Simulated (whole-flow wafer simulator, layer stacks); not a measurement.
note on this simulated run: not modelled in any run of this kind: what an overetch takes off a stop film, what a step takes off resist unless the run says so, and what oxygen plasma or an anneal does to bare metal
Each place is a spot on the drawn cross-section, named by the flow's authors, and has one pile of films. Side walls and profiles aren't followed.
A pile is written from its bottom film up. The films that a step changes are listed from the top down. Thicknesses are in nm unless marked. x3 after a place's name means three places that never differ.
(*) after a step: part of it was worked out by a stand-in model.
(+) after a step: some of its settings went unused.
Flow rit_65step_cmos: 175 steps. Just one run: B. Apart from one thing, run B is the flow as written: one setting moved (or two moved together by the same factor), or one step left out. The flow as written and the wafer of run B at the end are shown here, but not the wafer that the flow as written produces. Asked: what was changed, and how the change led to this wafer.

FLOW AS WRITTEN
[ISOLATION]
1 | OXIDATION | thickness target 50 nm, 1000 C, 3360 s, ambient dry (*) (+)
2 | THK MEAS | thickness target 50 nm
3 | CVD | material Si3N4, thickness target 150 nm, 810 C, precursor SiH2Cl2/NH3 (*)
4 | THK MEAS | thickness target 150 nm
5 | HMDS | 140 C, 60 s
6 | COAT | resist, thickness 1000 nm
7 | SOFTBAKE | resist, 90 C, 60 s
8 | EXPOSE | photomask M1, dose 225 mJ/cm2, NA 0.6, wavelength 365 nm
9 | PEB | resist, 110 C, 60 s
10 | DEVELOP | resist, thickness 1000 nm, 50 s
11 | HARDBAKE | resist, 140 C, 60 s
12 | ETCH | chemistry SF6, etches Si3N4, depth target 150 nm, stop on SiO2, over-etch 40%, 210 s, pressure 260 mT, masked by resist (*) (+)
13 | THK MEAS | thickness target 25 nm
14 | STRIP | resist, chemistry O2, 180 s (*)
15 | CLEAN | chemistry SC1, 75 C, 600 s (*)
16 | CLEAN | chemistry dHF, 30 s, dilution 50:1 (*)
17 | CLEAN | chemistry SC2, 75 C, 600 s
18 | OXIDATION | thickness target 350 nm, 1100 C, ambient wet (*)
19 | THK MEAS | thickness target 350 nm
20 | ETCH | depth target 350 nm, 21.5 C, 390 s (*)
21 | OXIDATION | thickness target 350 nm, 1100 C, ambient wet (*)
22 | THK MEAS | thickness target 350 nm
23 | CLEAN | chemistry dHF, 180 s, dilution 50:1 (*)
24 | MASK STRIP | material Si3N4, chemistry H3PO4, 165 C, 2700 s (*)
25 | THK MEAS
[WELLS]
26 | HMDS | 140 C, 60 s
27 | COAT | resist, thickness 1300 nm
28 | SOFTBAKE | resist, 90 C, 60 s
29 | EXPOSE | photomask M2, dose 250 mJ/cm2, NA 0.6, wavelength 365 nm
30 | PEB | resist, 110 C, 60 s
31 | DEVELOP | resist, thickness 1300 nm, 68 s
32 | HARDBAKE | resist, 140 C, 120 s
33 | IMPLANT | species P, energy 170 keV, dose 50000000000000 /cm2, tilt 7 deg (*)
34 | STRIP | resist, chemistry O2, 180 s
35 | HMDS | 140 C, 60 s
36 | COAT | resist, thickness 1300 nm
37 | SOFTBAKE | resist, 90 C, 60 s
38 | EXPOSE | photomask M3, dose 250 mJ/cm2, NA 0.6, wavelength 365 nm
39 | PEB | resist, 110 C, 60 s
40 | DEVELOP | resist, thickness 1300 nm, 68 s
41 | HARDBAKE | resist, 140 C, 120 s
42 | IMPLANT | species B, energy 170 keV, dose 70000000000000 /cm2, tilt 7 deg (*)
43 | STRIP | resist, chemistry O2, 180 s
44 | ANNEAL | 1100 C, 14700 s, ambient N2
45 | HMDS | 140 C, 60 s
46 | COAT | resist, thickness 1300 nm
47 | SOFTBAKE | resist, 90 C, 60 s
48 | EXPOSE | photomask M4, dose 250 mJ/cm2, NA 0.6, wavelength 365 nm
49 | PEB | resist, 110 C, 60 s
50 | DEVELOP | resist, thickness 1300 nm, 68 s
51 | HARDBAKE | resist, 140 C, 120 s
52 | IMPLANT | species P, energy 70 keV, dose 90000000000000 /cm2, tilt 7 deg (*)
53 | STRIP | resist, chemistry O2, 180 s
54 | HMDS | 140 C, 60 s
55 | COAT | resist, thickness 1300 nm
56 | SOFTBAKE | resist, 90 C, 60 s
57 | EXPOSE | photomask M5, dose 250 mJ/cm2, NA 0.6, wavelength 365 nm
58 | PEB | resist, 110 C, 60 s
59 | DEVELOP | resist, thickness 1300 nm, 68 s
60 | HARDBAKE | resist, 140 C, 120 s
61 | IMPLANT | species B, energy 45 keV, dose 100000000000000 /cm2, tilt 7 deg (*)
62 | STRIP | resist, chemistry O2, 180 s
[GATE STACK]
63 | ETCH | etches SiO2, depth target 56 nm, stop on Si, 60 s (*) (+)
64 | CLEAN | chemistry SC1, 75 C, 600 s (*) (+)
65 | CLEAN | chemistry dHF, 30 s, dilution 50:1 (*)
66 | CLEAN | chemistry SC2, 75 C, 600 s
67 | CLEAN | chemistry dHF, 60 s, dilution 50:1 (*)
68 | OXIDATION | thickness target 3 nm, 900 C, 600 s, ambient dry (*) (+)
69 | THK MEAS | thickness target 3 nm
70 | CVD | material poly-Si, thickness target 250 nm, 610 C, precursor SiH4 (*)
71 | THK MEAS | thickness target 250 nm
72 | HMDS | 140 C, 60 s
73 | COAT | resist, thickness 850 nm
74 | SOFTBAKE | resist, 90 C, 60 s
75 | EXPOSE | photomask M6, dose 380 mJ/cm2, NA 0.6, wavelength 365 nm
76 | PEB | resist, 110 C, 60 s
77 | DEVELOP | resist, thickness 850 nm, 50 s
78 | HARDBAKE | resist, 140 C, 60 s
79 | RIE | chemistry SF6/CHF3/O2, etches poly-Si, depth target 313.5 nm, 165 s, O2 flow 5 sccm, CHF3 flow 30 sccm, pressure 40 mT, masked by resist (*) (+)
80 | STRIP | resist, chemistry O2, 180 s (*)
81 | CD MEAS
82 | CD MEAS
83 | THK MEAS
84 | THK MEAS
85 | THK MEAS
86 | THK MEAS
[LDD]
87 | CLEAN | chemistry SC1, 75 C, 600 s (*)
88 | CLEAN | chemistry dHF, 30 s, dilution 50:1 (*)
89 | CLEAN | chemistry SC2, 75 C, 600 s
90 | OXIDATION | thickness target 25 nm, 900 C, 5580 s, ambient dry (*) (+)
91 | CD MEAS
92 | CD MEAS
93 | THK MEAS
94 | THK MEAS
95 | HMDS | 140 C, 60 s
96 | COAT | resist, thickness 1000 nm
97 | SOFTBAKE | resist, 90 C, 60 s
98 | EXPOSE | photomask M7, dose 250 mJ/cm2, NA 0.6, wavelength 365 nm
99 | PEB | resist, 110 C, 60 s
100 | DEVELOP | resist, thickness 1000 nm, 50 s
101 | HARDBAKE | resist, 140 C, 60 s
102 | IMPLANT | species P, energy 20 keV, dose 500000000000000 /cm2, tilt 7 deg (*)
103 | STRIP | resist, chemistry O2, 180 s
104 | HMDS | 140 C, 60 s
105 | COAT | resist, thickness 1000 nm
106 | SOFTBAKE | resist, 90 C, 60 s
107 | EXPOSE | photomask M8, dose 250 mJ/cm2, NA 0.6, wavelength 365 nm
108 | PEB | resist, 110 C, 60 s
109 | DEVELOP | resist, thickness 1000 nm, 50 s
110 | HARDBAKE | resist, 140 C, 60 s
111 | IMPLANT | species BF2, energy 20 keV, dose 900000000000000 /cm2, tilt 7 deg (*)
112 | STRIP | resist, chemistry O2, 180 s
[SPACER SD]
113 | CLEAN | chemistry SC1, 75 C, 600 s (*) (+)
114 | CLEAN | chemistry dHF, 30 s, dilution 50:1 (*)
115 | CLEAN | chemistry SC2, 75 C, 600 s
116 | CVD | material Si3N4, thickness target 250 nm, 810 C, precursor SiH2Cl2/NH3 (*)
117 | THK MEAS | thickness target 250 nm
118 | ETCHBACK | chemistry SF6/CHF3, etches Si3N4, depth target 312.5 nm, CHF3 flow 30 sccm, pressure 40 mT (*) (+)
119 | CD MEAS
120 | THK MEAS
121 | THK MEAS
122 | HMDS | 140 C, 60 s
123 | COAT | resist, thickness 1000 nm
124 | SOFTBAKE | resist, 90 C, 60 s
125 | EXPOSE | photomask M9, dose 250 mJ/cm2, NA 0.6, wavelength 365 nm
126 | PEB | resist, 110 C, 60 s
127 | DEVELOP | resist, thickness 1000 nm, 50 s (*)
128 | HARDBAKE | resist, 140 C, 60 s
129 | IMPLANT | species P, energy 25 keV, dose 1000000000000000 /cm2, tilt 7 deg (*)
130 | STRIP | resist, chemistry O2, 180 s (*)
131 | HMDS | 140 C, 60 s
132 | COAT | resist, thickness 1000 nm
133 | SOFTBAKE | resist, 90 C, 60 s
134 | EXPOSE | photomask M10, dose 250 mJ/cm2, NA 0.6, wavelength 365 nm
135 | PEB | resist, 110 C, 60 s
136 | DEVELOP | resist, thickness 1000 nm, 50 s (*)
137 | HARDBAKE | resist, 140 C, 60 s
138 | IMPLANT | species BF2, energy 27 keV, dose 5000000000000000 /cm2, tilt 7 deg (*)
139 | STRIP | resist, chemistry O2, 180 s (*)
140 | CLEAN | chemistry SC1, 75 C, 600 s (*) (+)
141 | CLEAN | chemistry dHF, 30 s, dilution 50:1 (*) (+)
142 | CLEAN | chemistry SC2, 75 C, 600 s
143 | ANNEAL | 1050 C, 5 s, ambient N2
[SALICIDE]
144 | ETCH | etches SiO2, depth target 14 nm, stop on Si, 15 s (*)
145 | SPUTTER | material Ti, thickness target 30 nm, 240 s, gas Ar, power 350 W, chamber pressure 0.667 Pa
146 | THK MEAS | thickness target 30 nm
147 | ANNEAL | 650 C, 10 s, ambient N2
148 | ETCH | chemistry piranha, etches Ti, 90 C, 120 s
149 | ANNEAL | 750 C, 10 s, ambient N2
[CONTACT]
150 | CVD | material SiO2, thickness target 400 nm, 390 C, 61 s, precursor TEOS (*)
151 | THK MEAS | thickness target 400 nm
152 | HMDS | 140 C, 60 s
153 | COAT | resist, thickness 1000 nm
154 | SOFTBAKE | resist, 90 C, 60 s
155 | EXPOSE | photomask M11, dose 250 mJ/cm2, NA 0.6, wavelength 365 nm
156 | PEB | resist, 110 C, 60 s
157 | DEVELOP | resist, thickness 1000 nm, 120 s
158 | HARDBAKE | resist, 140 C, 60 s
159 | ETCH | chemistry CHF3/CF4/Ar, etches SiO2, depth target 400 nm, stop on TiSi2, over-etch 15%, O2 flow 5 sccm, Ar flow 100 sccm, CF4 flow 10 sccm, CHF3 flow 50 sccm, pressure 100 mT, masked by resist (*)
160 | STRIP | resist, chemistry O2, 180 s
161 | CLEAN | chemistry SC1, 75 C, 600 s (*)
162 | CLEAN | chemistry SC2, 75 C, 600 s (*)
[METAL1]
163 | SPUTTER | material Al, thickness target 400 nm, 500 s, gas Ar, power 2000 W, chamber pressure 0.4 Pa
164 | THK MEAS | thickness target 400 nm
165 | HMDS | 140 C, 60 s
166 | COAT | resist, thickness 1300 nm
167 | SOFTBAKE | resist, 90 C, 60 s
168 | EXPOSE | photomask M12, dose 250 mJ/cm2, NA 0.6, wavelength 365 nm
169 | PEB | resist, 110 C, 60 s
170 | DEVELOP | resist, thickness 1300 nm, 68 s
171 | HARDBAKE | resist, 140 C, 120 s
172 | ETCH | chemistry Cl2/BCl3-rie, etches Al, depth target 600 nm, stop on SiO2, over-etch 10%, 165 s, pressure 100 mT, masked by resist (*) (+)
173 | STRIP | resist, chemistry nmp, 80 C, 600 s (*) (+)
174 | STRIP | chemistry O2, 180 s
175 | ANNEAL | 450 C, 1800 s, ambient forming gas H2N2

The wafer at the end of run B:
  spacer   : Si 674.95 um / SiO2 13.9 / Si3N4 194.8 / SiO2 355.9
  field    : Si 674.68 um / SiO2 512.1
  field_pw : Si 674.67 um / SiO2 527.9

Cause: step 163, SPUTTER: power 1698 W was run, whereas the flow has power 2000 W.

Step by step, how the change led to this:
  163 | SPUTTER | material Al, thickness target 400 nm, 500 s, gas Ar, power 2000 W, chamber pressure 0.4 Pa
      field, field_p, spacer, spacer_p: +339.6 Al (new film) (as written it would have been: +400 Al (new film))
      gate_n, gate_p: +339.6 Al (new film) (as written it would have been: +396 Al (new film))
      (as well as at 2 more places)
  172 | ETCH | chemistry Cl2/BCl3-rie, etches Al, depth target 600 nm, stop on SiO2, over-etch 10%, 165 s, pressure 100 mT, masked by resist (*) (+)
      field, field_p, spacer, spacer_p: -339.6 Al (all of it), -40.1 SiO2 (as written it would have been: -400 Al (all of it), -32.5 SiO2)
      field_pw: -338.4 Al (all of it), -40.2 SiO2 (as written it would have been: -400 Al (all of it), -32.5 SiO2)
      (as well as at 3 more places)
